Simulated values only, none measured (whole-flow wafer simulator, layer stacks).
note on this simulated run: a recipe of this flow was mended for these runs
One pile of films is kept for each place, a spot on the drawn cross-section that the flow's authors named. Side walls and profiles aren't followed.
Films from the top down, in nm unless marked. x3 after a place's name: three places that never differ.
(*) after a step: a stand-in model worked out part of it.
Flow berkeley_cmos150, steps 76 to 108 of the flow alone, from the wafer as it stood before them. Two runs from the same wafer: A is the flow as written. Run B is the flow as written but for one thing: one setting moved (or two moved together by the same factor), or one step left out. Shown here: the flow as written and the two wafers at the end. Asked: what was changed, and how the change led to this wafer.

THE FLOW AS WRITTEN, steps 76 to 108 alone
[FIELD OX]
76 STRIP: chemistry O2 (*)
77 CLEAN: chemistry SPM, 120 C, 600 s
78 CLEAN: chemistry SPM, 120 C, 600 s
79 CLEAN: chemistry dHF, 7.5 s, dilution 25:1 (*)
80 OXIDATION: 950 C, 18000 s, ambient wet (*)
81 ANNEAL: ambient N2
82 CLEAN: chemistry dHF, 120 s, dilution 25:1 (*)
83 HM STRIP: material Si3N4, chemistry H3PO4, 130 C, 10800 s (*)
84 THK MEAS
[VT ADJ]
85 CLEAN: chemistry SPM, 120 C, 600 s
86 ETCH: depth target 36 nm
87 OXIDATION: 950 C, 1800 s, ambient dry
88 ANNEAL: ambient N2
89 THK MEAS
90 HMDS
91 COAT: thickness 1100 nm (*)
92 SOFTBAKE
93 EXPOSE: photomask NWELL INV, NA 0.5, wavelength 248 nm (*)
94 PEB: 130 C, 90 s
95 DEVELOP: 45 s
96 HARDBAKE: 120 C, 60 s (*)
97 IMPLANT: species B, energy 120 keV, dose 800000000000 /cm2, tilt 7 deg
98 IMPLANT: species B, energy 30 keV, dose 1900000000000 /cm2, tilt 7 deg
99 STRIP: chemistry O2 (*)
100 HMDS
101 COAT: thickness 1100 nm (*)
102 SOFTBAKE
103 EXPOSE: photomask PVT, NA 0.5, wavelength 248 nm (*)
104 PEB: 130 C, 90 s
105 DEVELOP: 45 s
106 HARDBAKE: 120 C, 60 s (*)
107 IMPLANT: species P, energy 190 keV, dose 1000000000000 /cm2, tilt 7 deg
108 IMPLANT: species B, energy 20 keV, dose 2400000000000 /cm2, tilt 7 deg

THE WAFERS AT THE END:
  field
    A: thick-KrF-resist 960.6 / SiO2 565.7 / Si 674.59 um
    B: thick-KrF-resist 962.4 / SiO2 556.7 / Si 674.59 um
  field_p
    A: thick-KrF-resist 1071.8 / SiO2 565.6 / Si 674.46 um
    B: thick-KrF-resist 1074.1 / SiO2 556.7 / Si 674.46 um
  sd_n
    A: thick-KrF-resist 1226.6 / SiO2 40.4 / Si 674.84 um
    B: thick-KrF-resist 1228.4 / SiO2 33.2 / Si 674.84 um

The cause: step 86, ETCH: depth target 45 nm was run, where the flow has depth target 36 nm.

How the change led to this, step by step:
  86 ETCH: depth target 36 nm
      field, field_p, sd_n: A SiO2 -36 | B SiO2 -45
  87 OXIDATION: 950 C, 1800 s, ambient dry
      sd_n: A SiO2 +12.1, Si -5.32 | B SiO2 +14, Si -6.15
